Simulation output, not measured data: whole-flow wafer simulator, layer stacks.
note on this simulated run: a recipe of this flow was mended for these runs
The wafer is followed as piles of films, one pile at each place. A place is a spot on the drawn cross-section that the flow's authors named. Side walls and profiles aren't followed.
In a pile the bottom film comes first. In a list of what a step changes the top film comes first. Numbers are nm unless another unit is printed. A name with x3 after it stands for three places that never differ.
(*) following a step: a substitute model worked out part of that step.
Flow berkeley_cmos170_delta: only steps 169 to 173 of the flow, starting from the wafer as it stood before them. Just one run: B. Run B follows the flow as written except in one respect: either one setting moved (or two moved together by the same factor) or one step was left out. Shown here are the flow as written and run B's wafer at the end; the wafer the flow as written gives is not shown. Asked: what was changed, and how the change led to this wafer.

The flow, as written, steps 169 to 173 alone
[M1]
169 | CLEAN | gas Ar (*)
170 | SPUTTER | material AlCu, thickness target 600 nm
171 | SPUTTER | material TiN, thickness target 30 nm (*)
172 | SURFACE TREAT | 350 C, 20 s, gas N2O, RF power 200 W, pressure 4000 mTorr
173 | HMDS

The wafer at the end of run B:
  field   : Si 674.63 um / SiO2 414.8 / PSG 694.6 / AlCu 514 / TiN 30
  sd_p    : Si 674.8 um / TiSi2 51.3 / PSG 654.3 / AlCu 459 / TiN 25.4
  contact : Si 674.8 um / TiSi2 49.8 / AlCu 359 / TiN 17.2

The reason: step 170, SPUTTER: thickness target 514 nm was run, though the flow has thickness target 600 nm.
One can read it off the wafer: field has AlCu 514, and step 170 as written asks for 600 nm.

How this came from the change, step by step:
  170 | SPUTTER | material AlCu, thickness target 600 nm
      field, sd_n, spacer_n, gate, spacer_p, gate_p, m1: +514 AlCu (new film) (in the flow as written it would be: +600 AlCu (new film))
      sd_p: +459 AlCu (new film) (in the flow as written it would be: +539.5 AlCu (new film))
      (also at 1 further place)
  171 | SPUTTER | material TiN, thickness target 30 nm (*)
      contact: +17.2 TiN (new film) (in the flow as written it would be: +16.3 TiN (new film))
